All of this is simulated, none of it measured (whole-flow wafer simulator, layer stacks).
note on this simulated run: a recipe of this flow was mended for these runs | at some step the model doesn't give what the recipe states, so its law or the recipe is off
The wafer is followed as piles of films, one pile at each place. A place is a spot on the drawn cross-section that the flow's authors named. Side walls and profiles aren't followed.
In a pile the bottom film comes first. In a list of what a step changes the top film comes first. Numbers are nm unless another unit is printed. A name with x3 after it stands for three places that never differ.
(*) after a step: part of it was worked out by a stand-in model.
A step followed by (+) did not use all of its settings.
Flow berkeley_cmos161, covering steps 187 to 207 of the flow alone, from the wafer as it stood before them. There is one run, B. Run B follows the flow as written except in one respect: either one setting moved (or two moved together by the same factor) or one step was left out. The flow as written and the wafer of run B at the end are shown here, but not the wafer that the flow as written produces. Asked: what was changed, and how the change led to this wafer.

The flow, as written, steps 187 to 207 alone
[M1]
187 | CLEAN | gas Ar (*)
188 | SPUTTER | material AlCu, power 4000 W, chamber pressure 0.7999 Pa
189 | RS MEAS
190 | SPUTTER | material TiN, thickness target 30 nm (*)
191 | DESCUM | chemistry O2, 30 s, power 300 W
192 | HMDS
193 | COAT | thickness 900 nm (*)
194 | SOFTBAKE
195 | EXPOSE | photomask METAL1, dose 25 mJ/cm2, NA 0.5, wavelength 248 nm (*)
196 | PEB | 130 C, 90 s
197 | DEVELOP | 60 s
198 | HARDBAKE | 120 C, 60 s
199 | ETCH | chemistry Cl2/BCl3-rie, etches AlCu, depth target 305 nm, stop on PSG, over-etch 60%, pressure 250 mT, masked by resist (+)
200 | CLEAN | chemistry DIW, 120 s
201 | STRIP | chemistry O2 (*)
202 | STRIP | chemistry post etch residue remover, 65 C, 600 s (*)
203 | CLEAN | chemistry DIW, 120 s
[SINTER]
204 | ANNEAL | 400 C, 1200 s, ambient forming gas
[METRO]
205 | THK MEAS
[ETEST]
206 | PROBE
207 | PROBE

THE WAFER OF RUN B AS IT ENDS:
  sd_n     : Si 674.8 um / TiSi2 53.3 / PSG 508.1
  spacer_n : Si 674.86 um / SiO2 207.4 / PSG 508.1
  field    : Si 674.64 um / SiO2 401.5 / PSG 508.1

Cause: step 199, ETCH: over-etch 96% was run, while the flow as written has over-etch 60%.

The path from the change to this, step by step:
  199 | ETCH | chemistry Cl2/BCl3-rie, etches AlCu, depth target 305 nm, stop on PSG, over-etch 60%, pressure 250 mT, masked by resist (+)
      field, sd_n, spacer_n, gate_n, spacer_p, gate_p: -30 TiN (all of it), -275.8 AlCu (all of it), -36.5 PSG (as written it would have been: -30 TiN (all of it), -275.8 AlCu (all of it), -22.8 PSG)
      contact, m1: -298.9 KrF-resist (as written it would have been: -244 KrF-resist)
      (as well as at 1 more place)
  201 | STRIP | chemistry O2 (*)
      contact: -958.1 KrF-resist (all of it) (as written it would have been: -1013 KrF-resist (all of it))
      m1: -482.6 KrF-resist (all of it) (as written it would have been: -537.5 KrF-resist (all of it))
